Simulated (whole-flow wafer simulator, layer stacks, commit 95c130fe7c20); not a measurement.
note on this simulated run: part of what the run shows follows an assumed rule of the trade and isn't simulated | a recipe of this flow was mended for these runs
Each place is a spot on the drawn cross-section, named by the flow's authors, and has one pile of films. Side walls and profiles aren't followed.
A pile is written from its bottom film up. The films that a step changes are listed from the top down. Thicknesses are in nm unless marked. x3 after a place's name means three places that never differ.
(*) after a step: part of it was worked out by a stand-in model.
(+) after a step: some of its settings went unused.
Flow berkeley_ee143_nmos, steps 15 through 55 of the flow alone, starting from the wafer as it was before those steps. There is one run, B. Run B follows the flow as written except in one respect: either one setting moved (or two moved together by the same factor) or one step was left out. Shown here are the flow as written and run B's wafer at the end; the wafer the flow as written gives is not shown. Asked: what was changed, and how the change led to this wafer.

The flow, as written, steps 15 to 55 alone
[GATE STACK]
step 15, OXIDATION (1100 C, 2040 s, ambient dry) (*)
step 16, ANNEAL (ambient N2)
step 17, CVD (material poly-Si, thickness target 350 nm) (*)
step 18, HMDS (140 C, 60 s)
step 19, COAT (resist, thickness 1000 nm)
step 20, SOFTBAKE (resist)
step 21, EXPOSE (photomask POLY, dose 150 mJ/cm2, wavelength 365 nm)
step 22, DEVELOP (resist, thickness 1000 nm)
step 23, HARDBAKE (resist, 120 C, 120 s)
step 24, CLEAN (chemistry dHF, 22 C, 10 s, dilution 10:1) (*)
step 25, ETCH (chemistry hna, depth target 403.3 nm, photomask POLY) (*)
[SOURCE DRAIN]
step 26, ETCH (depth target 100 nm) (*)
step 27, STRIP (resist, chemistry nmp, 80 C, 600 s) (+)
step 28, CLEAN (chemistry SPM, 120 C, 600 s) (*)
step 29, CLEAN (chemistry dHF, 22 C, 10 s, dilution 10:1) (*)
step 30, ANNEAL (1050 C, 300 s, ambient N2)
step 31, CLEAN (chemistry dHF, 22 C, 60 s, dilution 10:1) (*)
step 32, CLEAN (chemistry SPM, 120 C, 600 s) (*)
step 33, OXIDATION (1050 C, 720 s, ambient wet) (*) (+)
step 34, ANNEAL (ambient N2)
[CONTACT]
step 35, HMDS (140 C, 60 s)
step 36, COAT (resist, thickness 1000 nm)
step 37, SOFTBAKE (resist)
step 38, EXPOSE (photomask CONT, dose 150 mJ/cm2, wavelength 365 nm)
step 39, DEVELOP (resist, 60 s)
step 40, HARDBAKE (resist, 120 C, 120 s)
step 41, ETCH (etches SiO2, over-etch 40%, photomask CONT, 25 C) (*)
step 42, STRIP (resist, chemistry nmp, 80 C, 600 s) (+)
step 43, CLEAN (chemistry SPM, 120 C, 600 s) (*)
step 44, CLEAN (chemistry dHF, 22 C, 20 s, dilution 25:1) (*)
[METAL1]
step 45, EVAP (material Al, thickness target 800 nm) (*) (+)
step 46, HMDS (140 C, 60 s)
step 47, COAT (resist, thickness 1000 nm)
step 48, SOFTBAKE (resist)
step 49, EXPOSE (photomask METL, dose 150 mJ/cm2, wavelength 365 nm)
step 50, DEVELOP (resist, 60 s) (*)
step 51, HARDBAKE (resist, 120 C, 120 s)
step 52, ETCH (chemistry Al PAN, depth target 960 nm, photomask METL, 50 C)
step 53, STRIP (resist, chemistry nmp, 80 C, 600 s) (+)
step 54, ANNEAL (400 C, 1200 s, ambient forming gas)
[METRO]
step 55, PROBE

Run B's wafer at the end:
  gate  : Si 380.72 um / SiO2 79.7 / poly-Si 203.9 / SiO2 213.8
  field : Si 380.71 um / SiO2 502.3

Cause: step 17, CVD: thickness target 300 nm was run, whereas the flow has thickness target 350 nm.

The path from the change to this, step by step:
  step 17, CVD (material poly-Si, thickness target 350 nm) (*)
      gate, sd, contact, field: +300 poly-Si (new film) (in the flow as written it would be: +350 poly-Si (new film))
  step 25, ETCH (chemistry hna, depth target 403.3 nm, photomask POLY) (*)
      sd, contact, field: -300 poly-Si (all of it), -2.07 SiO2 (in the flow as written it would be: -350 poly-Si (all of it), -1.07 SiO2)
  step 36, COAT (resist, thickness 1000 nm)
      gate: +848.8 resist (new film) (in the flow as written it would be: +822.5 resist (new film))
  step 40, HARDBAKE (resist, 120 C, 120 s)
      gate: -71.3 resist (in the flow as written it would be: -69 resist)
  step 42, STRIP (resist, chemistry nmp, 80 C, 600 s) (+)
      gate: -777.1 resist (all of it) (in the flow as written it would be: -753.2 resist (all of it))
  step 47, COAT (resist, thickness 1000 nm)
      gate: +860.2 resist (new film) (in the flow as written it would be: +834.7 resist (new film))
  step 50, DEVELOP (resist, 60 s) (*)
      gate: -860.2 resist (all of it), -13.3 Al (in the flow as written it would be: -834.7 resist (all of it), -13.3 Al)
